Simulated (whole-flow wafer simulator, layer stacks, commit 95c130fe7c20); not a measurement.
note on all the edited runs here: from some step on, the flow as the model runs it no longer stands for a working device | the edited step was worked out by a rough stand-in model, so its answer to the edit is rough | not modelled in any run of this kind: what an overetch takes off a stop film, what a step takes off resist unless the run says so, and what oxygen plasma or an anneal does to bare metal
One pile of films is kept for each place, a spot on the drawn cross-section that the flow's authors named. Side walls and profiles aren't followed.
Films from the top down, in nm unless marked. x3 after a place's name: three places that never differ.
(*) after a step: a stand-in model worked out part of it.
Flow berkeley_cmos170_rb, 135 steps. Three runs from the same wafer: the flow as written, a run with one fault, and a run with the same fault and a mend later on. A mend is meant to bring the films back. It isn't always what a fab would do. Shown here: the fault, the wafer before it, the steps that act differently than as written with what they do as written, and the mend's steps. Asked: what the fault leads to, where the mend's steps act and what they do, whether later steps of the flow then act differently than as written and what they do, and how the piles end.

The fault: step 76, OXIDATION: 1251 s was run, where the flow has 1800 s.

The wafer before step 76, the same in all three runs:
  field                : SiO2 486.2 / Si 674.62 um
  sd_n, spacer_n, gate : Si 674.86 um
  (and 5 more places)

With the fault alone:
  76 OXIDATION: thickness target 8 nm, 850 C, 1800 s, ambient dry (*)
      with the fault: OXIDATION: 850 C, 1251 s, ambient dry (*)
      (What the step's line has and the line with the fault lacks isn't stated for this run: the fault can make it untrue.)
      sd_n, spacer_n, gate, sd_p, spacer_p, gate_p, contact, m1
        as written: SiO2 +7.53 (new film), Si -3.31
        with the fault: SiO2 +6.1 (new film), Si -2.69
  No later step of the flow acts differently than as written, at any place that is followed, by more than 2% or 0.5 nm, whichever is larger.
  At the end the piles differ from the flow's by more than 2% or 0.5 nm, whichever is larger, at gate, gate_p.
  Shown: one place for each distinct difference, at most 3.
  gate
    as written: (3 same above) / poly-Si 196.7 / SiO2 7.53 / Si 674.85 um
    with the fault: (3 same above) / poly-Si 196.7 / SiO2 6.1 / Si 674.85 um

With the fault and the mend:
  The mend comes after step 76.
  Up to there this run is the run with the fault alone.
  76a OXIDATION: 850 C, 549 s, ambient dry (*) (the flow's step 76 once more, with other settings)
      sd_n, spacer_n, gate, sd_p, spacer_p, gate_p, contact, m1
        SiO2 +1.42, Si -0.63
      field
        SiO2 +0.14, Si -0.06
  No later step of the flow acts differently than as written at any place that is followed.
  At the end the piles are the same as the flow's at every place that both follow.
